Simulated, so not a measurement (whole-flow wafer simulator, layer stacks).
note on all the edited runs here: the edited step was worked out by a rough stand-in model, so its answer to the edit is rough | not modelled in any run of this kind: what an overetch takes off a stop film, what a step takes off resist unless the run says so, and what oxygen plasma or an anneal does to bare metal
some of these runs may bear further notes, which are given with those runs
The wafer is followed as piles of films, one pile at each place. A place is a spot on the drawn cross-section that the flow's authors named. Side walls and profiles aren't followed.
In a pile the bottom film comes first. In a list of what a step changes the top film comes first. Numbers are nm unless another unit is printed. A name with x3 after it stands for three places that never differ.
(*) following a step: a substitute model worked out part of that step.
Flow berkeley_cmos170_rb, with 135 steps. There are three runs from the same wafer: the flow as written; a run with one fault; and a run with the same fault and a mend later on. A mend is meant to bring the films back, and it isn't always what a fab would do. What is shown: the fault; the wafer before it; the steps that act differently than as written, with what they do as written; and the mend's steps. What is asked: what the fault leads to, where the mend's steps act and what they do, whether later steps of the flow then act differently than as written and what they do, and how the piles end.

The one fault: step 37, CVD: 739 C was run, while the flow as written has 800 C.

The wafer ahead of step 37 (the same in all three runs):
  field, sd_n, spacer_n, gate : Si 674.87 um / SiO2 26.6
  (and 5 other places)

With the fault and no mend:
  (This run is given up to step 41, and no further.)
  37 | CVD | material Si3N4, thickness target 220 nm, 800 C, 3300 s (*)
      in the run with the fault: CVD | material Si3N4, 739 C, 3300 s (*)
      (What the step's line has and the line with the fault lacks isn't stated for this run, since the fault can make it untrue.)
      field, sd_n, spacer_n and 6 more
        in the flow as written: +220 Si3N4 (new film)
        in the run with the fault: +80.6 Si3N4 (new film)
  None of the later steps of the flow up to step 41 acts differently than as written at any place that is followed.
  The piles after step 41 differ from the flow's at field, sd_n, spacer_n and 6 more by more than 2% or 0.5 nm, whichever is larger.
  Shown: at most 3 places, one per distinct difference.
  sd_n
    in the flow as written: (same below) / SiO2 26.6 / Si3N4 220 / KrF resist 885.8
    in the run with the fault: (same below) / SiO2 26.6 / Si3N4 80.6 / KrF resist 885.8
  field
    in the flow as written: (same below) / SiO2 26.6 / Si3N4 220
    in the run with the fault: (same below) / SiO2 26.6 / Si3N4 80.6

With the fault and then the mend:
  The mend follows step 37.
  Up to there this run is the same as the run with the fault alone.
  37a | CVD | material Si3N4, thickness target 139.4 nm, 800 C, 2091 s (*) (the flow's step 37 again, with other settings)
      field, sd_n, spacer_n and 6 more
        +139.4 Si3N4
  None of the later steps of the flow differs from how it acts as written, at any place that is followed, by more than 2% or 0.5 nm, whichever is larger.
  By the end, the piles equal the flow's at every place that both follow.
